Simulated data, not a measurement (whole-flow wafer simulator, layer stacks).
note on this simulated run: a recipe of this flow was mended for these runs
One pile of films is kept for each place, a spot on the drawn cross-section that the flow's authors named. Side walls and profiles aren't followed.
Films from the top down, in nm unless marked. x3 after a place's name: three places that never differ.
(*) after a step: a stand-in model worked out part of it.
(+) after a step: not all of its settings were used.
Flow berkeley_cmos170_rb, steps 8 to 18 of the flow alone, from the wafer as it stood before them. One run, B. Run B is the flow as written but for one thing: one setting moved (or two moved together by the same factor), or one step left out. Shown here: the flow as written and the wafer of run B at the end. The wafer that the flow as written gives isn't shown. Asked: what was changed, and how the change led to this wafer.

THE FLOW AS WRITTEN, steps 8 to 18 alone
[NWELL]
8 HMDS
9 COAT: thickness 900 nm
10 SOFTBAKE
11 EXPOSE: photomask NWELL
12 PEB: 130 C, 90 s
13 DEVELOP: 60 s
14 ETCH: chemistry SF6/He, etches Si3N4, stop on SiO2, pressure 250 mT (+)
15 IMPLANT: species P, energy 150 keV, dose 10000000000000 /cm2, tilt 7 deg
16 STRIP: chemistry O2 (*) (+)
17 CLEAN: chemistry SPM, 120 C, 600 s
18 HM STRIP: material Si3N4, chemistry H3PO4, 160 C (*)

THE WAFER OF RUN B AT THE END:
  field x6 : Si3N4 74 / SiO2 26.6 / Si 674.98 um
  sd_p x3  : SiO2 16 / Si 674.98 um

The cause: step 18, HM STRIP: 139 C was run, where the flow has 160 C.

How the change led to this, step by step:
  18 HM STRIP: material Si3N4, chemistry H3PO4, 160 C (*)
      field x6: Si3N4 -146 (as written it would be: Si3N4 -220 (all of it), SiO2 -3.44)
      sd_p x3: SiO2 -2.05 (as written it would be: SiO2 -10.5)
